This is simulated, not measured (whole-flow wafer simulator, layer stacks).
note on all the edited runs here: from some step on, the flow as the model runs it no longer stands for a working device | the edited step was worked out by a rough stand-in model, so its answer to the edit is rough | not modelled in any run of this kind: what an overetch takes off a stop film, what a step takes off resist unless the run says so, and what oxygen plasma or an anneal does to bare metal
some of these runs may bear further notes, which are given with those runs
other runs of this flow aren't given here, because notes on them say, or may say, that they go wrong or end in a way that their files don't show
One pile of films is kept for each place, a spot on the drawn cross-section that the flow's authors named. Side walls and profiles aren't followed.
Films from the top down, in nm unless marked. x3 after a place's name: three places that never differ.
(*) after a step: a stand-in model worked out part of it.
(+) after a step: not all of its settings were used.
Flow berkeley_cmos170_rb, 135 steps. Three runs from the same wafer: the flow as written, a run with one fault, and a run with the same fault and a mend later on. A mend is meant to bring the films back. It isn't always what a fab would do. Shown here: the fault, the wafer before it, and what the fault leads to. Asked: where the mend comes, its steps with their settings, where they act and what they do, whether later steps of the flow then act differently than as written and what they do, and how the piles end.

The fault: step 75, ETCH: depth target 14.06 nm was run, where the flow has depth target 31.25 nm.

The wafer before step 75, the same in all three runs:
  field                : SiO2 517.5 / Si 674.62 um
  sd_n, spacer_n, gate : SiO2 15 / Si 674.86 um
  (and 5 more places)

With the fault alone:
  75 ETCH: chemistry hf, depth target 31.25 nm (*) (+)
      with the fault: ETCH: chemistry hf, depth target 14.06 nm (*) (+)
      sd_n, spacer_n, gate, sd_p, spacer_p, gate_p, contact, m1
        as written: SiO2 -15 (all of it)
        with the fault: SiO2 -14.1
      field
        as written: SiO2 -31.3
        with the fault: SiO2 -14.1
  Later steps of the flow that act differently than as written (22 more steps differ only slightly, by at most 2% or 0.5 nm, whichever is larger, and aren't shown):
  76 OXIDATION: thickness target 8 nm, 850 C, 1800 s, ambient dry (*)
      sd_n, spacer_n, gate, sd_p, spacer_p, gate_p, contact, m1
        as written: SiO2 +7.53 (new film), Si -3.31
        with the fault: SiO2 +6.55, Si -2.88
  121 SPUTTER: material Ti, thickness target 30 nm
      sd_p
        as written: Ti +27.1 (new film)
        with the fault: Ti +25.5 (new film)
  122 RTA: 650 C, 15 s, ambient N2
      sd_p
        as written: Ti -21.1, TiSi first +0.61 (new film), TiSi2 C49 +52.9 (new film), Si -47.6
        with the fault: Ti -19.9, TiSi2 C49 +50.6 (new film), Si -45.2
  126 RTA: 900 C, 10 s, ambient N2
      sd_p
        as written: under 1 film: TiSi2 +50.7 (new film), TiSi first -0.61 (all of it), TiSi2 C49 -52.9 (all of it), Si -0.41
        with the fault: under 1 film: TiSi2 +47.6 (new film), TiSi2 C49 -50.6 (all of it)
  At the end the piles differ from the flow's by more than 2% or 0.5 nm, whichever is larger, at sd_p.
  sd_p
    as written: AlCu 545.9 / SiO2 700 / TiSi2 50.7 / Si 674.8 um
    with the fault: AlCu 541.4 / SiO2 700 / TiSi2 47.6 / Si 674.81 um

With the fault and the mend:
  The mend comes after step 75.
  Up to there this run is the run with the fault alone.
  75a ETCH: chemistry hf, depth target 17.19 nm (*) (+) (the flow's step 75 once more, with other settings)
      sd_n, spacer_n, gate, sd_p, spacer_p, gate_p, contact, m1
        SiO2 -0.98 (all of it)
      field
        SiO2 -17.2
  No later step of the flow acts differently than as written, at any place that is followed, by more than 2% or 0.5 nm, whichever is larger.
  At the end the piles are the same as the flow's at every place that both follow.
